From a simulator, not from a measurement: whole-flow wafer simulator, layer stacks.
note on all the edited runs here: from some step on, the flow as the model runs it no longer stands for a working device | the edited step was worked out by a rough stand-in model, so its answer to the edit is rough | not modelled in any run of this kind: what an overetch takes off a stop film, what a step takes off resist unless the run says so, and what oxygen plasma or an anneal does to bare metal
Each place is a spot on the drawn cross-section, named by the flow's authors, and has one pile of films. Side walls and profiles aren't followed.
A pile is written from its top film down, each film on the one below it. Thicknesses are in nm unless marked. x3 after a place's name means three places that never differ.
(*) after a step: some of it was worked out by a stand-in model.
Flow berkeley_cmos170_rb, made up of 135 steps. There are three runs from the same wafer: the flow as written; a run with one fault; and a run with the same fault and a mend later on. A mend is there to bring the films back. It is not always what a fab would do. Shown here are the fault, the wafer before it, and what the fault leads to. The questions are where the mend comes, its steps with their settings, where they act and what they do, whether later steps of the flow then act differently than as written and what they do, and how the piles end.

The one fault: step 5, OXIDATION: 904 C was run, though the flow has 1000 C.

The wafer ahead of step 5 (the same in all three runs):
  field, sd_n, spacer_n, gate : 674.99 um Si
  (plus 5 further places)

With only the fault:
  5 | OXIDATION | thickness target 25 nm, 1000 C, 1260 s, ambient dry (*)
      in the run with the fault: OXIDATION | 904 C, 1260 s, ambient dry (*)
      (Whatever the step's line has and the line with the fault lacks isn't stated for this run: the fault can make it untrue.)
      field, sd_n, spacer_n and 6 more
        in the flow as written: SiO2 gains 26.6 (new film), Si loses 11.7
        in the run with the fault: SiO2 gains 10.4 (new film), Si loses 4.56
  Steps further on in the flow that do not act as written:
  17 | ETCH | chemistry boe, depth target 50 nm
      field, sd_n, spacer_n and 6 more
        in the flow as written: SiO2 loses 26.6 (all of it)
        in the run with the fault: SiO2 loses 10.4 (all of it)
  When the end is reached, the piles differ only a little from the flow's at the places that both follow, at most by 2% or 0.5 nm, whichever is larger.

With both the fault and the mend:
  The mend follows step 6.
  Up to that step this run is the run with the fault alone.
  6a | OXIDATION | 1000 C, 882 s, ambient dry (*) (the flow's step 5, run once more with other settings)
      field, sd_n, spacer_n and 6 more
        SiO2 gains 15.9, Si loses 7
  None of the later steps of the flow differs from how it acts as written, at any place that is followed, by more than 2% or 0.5 nm, whichever is larger.
  When the end is reached, the piles differ only a little from the flow's at the places that both follow, at most by 2% or 0.5 nm, whichever is larger.
